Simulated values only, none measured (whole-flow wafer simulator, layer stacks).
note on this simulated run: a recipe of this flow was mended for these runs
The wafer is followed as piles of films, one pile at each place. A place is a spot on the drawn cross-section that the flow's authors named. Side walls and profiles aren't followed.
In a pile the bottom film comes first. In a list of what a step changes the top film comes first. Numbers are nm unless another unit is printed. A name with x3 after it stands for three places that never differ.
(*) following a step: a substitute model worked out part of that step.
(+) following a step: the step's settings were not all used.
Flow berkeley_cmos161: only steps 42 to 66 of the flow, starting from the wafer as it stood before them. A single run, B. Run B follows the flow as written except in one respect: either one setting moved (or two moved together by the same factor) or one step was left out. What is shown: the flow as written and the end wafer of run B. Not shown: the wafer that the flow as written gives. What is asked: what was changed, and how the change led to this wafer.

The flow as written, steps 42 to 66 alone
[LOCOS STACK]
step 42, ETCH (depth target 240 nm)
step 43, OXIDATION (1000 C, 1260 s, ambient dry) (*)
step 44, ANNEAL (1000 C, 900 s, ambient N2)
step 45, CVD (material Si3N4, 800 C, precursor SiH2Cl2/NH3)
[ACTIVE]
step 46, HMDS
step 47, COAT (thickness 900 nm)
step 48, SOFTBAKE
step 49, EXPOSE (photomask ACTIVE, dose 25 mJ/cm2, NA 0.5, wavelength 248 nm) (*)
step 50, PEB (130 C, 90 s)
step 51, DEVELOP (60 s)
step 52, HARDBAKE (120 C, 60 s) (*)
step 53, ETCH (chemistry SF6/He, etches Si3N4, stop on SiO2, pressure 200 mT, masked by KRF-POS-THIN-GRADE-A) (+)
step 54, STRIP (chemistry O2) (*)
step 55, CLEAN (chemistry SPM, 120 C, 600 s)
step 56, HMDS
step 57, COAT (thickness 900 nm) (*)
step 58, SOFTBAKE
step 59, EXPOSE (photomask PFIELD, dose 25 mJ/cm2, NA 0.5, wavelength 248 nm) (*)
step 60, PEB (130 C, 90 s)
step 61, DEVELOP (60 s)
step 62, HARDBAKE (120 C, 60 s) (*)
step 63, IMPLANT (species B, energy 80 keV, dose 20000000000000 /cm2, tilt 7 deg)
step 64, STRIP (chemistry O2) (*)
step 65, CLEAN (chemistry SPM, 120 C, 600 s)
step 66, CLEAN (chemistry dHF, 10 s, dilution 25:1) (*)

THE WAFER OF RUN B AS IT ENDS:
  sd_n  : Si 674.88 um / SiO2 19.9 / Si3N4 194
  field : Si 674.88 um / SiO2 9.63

Cause: step 43, OXIDATION: 969 C was run, whereas the flow has 1000 C.

The path from the change to this, step by step:
  step 43, OXIDATION (1000 C, 1260 s, ambient dry) (*)
      field, sd_n, spacer_n and 6 more: +19.9 SiO2 (new film), -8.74 Si (it would be, as written: +26.6 SiO2 (new film), -11.7 Si)
